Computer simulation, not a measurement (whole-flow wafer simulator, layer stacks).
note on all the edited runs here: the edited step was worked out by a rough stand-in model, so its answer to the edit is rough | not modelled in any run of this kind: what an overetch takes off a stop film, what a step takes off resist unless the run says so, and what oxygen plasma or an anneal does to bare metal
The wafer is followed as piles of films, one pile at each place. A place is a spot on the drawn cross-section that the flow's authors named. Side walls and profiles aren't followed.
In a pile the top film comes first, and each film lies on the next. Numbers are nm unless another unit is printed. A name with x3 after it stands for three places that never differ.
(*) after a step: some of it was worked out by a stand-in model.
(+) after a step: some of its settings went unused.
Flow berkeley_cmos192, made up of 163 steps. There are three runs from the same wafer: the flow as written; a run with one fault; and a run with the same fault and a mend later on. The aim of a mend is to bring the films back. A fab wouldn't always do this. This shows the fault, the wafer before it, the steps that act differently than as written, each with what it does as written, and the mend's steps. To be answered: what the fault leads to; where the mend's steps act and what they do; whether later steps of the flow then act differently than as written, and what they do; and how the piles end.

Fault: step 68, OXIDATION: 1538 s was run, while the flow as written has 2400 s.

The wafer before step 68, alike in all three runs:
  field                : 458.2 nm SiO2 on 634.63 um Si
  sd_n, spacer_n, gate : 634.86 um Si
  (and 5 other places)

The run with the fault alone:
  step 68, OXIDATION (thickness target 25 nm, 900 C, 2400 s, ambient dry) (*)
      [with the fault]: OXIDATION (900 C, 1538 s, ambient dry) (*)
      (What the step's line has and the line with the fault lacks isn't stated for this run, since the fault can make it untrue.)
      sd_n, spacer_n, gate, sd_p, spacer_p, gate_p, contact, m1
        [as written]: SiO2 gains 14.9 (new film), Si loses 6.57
        [with the fault]: SiO2 gains 11.3 (new film), Si loses 4.96
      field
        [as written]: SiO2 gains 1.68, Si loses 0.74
        [with the fault]: SiO2 gains 1.08, Si loses 0.47
  Later steps of the flow acting differently than as written (38 other steps are not shown; they differ only slightly, by no more than 2% or 0.5 nm, whichever is larger):
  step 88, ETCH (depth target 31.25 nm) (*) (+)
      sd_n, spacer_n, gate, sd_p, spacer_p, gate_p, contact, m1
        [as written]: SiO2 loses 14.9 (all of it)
        [with the fault]: SiO2 loses 11.3 (all of it)
  At the end the piles are close to the flow's at the places that both follow, differing by at most 2% or 0.5 nm, whichever is larger.

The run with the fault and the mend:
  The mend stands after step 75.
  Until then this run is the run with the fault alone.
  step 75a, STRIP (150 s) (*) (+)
      sd_p
        KrF resist loses 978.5 (all of it)
      spacer_p
        KrF resist loses 959.9 (all of it)
      gate_p
        KrF resist loses 959 (all of it)
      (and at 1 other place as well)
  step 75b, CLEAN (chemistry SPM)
      does not change any film at any place that is followed
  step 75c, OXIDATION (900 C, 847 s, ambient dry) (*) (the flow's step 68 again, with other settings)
      sd_n, spacer_n, gate, sd_p, spacer_p, gate_p, contact, m1
        SiO2 gains 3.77, Si loses 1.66
      field
        SiO2 gains 0.59, Si loses 0.26
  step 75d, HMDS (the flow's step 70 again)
      does not change any film at any place that is followed
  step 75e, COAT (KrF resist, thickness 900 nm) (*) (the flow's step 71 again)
      field
        KrF resist gains 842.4 (new film)
      sd_n
        KrF resist gains 1013.2 (new film)
      spacer_n
        KrF resist gains 978.6 (new film)
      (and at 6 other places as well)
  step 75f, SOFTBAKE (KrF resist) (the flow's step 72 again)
      does not change any film at any place that is followed
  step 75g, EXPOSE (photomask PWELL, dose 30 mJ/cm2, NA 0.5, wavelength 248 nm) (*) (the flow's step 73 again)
      does not change any film at any place that is followed
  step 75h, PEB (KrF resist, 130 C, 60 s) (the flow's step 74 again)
      sd_n, m1
        KrF resist loses 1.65
      spacer_n, gate
        KrF resist loses 1.58
      spacer_p, gate_p
        KrF resist loses 1.57
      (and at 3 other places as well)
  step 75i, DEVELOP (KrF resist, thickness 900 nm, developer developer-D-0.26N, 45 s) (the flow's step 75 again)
      sd_p, spacer_p, gate_p, m1
        KrF resist loses 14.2
      spacer_n, gate
        KrF resist loses 977 (all of it)
      field
        KrF resist loses 841.1 (all of it)
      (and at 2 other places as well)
  Every later step of the flow that is run acts as written, at every place that is followed, to within 2% or 0.5 nm, whichever is larger.
  By the end, the piles equal the flow's at every place that both follow.
